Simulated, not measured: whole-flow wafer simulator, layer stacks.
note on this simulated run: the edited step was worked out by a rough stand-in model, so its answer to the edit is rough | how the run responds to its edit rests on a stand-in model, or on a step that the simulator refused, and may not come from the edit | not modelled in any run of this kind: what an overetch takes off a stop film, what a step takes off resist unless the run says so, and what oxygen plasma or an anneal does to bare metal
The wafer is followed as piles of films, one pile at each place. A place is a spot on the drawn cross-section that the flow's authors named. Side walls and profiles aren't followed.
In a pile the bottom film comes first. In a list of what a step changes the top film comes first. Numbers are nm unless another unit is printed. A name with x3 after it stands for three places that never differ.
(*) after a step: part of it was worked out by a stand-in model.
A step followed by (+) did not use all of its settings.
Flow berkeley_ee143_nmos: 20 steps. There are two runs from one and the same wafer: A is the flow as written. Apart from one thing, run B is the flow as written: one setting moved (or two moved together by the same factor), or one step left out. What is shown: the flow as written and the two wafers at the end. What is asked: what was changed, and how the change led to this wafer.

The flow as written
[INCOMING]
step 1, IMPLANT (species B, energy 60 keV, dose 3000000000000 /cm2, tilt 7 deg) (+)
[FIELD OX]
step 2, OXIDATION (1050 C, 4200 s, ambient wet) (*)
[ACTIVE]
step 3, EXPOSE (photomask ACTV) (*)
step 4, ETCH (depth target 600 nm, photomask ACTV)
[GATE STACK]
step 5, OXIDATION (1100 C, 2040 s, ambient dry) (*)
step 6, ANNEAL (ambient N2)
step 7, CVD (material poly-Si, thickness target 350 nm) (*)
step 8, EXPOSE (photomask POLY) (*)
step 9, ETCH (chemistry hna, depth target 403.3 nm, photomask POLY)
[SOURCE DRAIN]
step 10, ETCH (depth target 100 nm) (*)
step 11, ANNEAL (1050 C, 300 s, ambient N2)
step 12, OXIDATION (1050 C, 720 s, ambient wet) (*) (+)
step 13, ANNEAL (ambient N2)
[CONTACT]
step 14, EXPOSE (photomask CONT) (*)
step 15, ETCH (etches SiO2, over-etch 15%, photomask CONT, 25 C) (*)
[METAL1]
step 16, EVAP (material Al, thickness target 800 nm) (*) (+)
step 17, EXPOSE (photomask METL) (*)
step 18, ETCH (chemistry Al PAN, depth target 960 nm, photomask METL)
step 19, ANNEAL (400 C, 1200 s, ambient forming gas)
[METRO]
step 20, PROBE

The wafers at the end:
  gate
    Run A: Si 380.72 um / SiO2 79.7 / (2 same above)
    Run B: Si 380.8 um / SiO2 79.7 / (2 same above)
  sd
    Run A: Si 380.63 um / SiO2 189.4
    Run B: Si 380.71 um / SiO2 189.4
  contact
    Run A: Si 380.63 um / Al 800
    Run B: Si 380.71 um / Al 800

Cause: step 2, OXIDATION: 2205 s was run, while the flow as written has 4200 s.

How this came from the change, step by step:
  step 2, OXIDATION (1050 C, 4200 s, ambient wet) (*)
      gate, sd, contact, field: A +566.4 SiO2 (new film), -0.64 chemical SiO2 (all of it), -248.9 Si | B +382.7 SiO2 (new film), -0.64 chemical SiO2 (all of it), -168.1 Si
  step 4, ETCH (depth target 600 nm, photomask ACTV)
      gate, sd, contact: A -566.4 SiO2 (all of it) | B -382.7 SiO2 (all of it)
  step 5, OXIDATION (1100 C, 2040 s, ambient dry) (*)
      field: A +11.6 SiO2, -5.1 Si | B +16.1 SiO2, -7.08 Si
  step 12, OXIDATION (1050 C, 720 s, ambient wet) (*) (+)
      field: A +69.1 SiO2, -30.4 Si | B +92.6 SiO2, -40.8 Si
